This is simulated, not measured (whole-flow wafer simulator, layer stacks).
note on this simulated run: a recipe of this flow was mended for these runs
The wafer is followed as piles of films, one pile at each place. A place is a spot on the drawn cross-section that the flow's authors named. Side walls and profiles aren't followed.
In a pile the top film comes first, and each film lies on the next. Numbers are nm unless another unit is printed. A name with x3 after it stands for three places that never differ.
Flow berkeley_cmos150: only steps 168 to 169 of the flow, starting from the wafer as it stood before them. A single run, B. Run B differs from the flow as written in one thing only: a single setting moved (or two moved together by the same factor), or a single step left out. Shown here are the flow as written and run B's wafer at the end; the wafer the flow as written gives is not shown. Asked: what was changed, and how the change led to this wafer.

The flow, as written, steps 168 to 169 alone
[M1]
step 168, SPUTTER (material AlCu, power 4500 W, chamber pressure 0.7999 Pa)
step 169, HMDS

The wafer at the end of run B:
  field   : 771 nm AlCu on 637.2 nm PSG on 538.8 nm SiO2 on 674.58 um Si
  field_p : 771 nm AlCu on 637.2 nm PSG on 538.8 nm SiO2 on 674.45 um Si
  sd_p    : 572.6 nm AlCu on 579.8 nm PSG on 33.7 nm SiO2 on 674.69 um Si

The reason: step 168, SPUTTER: power 5580 W was run, though the flow has power 4500 W.

Step by step, how the change led to this:
  step 168, SPUTTER (material AlCu, power 4500 W, chamber pressure 0.7999 Pa)
      field, sd_n, gate_n, gate_p, m1: AlCu gains 771 (new film) (it would be, as written: AlCu gains 626.1 (new film))
      field_p: AlCu gains 771 (new film) (it would be, as written: AlCu gains 619.8 (new film))
      (as well as at 2 more places)
